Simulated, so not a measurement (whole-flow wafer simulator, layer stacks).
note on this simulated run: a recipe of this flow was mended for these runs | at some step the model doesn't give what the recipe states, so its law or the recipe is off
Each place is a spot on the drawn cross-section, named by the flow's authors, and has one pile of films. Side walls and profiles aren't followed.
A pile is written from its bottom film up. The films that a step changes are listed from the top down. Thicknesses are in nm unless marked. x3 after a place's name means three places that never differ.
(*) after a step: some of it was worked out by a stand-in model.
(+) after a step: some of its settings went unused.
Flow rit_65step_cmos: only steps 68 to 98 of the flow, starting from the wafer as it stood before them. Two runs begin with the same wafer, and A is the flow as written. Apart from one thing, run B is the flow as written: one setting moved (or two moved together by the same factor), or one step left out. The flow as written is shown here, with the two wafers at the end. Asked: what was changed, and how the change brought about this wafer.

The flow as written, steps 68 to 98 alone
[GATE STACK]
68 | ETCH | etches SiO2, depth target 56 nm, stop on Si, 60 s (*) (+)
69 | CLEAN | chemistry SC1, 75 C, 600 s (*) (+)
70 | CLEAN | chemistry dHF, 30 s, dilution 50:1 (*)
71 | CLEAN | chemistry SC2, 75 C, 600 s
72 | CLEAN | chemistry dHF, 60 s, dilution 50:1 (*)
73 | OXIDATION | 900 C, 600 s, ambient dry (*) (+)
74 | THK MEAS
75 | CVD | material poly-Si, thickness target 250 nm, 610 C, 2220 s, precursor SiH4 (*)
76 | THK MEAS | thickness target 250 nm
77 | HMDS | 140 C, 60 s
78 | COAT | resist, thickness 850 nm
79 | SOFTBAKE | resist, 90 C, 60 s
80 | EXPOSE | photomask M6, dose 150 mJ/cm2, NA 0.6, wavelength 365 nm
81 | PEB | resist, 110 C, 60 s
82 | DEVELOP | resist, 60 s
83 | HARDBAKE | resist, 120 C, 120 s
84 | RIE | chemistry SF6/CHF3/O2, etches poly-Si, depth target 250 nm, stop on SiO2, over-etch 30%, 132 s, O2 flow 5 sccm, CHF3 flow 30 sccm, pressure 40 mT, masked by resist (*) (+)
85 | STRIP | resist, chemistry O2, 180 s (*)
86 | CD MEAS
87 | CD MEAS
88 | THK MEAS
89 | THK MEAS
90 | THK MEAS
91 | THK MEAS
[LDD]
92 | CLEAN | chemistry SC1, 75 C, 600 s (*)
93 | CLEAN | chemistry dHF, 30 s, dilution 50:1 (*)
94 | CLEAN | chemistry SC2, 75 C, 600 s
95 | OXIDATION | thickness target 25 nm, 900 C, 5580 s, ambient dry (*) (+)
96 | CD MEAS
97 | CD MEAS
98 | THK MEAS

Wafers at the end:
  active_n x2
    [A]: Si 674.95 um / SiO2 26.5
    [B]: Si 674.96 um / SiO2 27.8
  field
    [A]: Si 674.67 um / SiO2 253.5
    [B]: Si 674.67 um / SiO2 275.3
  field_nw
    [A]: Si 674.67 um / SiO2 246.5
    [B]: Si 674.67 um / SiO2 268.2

What caused this: step 84, RIE: depth target 182 nm was run, while the flow as written has depth target 250 nm; step 84, RIE: 96 s was run, where the flow has 132 s.

How this came from the change, step by step:
  84 | RIE | chemistry SF6/CHF3/O2, etches poly-Si, depth target 250 nm, stop on SiO2, over-etch 30%, 132 s, O2 flow 5 sccm, CHF3 flow 30 sccm, pressure 40 mT, masked by resist (*) (+)
      field, field_pw, field_nw and 9 more: A -250 poly-Si (all of it), -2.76 SiO2 | B -236.6 poly-Si
      gate_n, gate_p: A -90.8 resist | B -66.1 resist
  85 | STRIP | resist, chemistry O2, 180 s (*)
      field, field_pw, field_nw and 9 more: A nothing | B +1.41 chemical SiO2 (new film), -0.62 poly-Si
      gate_n, gate_p: A +1.34 chemical SiO2 (new film), -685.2 resist (all of it), -0.59 poly-Si | B +1.34 chemical SiO2 (new film), -709.9 resist (all of it), -0.59 poly-Si
  92 | CLEAN | chemistry SC1, 75 C, 600 s (*)
      field, field_pw, field_nw and 9 more: A -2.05 SiO2 | B -0.81 chemical SiO2, -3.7 poly-Si
  93 | CLEAN | chemistry dHF, 30 s, dilution 50:1 (*)
      active_n x2, spacer, spacer_p, sd_n, sd_p, contact, m1: A -2.36 SiO2 (all of it) | B -0.6 chemical SiO2 (all of it)
      field, field_pw, field_nw, field_p: A -2.78 SiO2 | B -0.6 chemical SiO2 (all of it)
  95 | OXIDATION | thickness target 25 nm, 900 C, 5580 s, ambient dry (*) (+)
      active_n x2, spacer, spacer_p, sd_n, sd_p, contact, m1: A +26.5 SiO2 (new film), -0.4 chemical SiO2 (all of it), -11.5 Si | B -0.4 chemical SiO2 (all of it), -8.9 poly-Si (all of it), +20.6 SiO2
      field, field_pw: A +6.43 SiO2, -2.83 Si | B -0.4 chemical SiO2 (all of it), -8.9 poly-Si (all of it), +20.6 SiO2
      (also at 2 further places)
